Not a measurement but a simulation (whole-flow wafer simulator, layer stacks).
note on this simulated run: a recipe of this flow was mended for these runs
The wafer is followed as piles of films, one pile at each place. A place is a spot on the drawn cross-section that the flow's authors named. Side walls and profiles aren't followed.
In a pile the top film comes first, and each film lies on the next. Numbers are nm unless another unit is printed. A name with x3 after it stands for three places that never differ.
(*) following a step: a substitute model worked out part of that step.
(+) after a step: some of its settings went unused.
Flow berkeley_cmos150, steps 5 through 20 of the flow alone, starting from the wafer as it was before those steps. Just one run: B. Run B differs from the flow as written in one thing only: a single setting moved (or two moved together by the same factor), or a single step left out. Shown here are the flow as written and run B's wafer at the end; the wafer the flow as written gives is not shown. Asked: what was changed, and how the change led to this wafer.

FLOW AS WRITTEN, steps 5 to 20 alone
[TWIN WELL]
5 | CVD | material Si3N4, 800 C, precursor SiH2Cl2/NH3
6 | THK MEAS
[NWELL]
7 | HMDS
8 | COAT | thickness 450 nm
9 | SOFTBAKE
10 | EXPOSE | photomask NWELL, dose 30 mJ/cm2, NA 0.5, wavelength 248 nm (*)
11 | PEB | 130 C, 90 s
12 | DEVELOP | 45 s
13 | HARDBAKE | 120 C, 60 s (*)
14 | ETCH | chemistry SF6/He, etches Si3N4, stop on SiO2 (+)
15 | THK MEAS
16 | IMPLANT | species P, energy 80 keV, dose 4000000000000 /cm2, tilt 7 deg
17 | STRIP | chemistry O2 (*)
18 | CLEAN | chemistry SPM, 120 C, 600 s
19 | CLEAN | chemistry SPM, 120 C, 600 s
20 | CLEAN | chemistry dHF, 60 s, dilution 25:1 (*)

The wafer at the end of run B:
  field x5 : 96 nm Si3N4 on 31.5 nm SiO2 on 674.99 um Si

Cause: step 5, CVD: 792 C was run, whereas the flow has 800 C.

How this came from the change, step by step:
  5 | CVD | material Si3N4, 800 C, precursor SiH2Cl2/NH3
      field x5, field_p x3: Si3N4 gains 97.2 (new film) (it would be, as written: Si3N4 gains 106 (new film))
  14 | ETCH | chemistry SF6/He, etches Si3N4, stop on SiO2 (+)
      field x5: KrF-resist loses 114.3 (it would be, as written: KrF-resist loses 124)
      field_p x3: Si3N4 loses 97.2 (all of it), SiO2 loses 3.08 (it would be, as written: Si3N4 loses 106 (all of it), SiO2 loses 3.08)
  17 | STRIP | chemistry O2 (*)
      field x5: KrF-resist loses 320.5 (all of it) (it would be, as written: KrF-resist loses 310.9 (all of it))
